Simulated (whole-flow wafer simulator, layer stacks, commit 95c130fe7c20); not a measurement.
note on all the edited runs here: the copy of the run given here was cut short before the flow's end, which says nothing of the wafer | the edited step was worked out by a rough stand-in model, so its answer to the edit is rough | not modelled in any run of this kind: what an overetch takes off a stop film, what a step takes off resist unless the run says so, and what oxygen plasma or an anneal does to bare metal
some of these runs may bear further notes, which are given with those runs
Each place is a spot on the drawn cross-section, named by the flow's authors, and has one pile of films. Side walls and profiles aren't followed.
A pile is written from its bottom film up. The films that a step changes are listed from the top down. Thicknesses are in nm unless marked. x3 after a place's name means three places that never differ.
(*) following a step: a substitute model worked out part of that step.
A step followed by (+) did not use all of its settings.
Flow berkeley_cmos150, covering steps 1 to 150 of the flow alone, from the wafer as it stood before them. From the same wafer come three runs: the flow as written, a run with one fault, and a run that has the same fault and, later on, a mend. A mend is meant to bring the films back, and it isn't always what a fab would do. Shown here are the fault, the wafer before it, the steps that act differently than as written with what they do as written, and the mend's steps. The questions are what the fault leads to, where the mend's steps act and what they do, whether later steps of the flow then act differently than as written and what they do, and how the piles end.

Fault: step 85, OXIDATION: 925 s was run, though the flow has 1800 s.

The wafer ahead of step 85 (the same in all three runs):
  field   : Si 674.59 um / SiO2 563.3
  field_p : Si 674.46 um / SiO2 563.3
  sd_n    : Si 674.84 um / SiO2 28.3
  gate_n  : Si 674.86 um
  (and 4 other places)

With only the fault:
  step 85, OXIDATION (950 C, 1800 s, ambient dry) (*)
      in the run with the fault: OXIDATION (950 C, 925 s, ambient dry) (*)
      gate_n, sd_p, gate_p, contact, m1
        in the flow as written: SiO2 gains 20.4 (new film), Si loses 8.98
        in the run with the fault: SiO2 gains 13.6 (new film), Si loses 5.98
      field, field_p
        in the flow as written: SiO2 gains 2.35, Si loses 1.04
        in the run with the fault: SiO2 gains 1.21, Si loses 0.53
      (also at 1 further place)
  Steps further on in the flow that do not act as written (not shown: 22 more steps that differ only slightly, by at most 2% or 0.5 nm, whichever is larger):
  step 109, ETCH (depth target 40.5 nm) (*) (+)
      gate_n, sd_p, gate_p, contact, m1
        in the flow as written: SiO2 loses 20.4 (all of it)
        in the run with the fault: SiO2 loses 13.6 (all of it)
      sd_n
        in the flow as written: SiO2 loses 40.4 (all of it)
        in the run with the fault: SiO2 loses 35.2 (all of it)
  The piles end only slightly different from the flow's at the places that both follow, by no more than 2% or 0.5 nm, whichever is larger.

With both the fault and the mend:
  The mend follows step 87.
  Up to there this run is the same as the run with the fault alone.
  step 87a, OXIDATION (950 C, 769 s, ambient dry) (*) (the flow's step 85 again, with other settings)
      gate_n, sd_p, gate_p, contact, m1
        SiO2 gains 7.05, Si loses 3.1
      field, field_p
        SiO2 gains 1, Si loses 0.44
      sd_n
        SiO2 gains 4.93, Si loses 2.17
  None of the later steps of the flow differs from how it acts as written, at any place that is followed, by more than 2% or 0.5 nm, whichever is larger.
  The piles end only slightly different from the flow's at the places that both follow, by no more than 2% or 0.5 nm, whichever is larger.
